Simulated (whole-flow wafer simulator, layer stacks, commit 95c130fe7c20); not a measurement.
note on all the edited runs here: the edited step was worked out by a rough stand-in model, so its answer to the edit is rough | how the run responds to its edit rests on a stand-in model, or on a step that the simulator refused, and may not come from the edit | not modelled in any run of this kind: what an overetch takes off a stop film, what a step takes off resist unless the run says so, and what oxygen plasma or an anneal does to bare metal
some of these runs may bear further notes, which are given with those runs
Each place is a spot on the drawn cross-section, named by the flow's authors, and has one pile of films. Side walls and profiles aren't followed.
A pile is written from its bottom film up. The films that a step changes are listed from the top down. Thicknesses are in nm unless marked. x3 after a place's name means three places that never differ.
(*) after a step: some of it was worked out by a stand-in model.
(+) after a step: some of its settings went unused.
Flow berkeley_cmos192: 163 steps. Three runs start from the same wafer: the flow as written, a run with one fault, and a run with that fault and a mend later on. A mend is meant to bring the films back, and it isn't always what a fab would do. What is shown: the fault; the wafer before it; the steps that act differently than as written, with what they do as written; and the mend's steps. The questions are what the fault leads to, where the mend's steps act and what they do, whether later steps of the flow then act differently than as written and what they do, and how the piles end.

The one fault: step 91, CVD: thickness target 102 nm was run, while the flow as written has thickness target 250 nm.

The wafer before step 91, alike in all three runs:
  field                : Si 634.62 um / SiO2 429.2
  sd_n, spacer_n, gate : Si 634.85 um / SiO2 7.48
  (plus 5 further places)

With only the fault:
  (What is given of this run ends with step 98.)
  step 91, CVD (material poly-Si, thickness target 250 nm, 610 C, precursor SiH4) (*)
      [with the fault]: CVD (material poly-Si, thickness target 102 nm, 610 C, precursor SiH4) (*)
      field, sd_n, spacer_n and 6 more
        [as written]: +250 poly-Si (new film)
        [with the fault]: +102 poly-Si (new film)
  Later steps of the flow acting differently than as written (not shown: 3 more steps that differ only slightly, by at most 2% or 0.5 nm, whichever is larger):
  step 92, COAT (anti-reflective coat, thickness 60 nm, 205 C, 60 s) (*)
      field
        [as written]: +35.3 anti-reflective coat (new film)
        [with the fault]: +33.6 anti-reflective coat (new film)
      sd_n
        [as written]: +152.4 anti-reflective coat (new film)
        [with the fault]: +144.9 anti-reflective coat (new film)
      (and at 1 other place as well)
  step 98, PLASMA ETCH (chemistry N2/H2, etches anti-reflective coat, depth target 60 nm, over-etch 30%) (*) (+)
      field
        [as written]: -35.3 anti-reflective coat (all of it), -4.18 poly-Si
        [with the fault]: -33.6 anti-reflective coat (all of it), -3.97 poly-Si
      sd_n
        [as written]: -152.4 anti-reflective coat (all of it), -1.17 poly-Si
        [with the fault]: -144.9 anti-reflective coat (all of it), -1.11 poly-Si
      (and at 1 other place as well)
  After step 98, at field, sd_n, spacer_n and 6 more, the piles differ from the flow's by more than 2% or 0.5 nm, whichever is larger.
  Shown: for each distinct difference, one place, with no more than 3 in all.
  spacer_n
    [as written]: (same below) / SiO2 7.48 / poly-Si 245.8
    [with the fault]: (same below) / SiO2 7.48 / poly-Si 98
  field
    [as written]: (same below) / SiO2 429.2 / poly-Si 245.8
    [with the fault]: (same below) / SiO2 429.2 / poly-Si 98
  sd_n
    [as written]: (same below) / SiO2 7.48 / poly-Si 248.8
    [with the fault]: (same below) / SiO2 7.48 / poly-Si 100.9

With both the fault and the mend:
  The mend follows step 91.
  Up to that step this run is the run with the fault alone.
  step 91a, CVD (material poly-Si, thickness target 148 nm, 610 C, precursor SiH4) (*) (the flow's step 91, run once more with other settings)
      field, sd_n, spacer_n and 6 more
        +148 poly-Si
  None of the later steps of the flow differs from how it acts as written, at any place that is followed, by more than 2% or 0.5 nm, whichever is larger.
  At every place that both follow, the piles at the end match the flow's.
